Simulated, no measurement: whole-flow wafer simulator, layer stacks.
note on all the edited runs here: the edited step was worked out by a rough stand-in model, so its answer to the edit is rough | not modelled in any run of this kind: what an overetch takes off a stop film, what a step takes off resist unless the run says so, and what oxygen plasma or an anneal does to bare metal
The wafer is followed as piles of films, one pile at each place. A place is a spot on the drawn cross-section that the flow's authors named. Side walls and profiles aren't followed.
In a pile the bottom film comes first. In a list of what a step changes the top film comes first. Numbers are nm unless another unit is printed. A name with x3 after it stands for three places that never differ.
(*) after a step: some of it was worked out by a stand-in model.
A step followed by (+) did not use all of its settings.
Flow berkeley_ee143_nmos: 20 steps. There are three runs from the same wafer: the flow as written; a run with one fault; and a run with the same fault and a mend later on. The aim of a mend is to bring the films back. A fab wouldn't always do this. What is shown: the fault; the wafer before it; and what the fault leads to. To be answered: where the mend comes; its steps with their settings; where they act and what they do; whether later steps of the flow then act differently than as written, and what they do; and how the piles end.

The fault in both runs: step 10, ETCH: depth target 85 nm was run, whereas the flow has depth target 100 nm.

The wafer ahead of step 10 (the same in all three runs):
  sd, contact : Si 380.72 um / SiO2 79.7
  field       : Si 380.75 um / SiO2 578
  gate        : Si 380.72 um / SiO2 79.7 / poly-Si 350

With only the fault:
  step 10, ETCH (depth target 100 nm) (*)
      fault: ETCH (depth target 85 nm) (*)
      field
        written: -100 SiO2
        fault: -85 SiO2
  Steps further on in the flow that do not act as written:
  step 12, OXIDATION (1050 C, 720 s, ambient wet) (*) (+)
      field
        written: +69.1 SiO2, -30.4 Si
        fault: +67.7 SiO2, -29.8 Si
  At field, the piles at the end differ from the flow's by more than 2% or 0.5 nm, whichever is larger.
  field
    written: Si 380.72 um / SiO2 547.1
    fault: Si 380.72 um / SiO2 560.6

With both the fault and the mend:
  After step 10 comes the mend.
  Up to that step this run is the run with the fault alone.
  step 10a, ETCH (depth target 15 nm) (*) (the flow's step 10 again, with other settings)
      field
        -15 SiO2
  Every later step of the flow that is run acts as written at every place that is followed.
  The piles end the same as the flow's at every place that both follow.
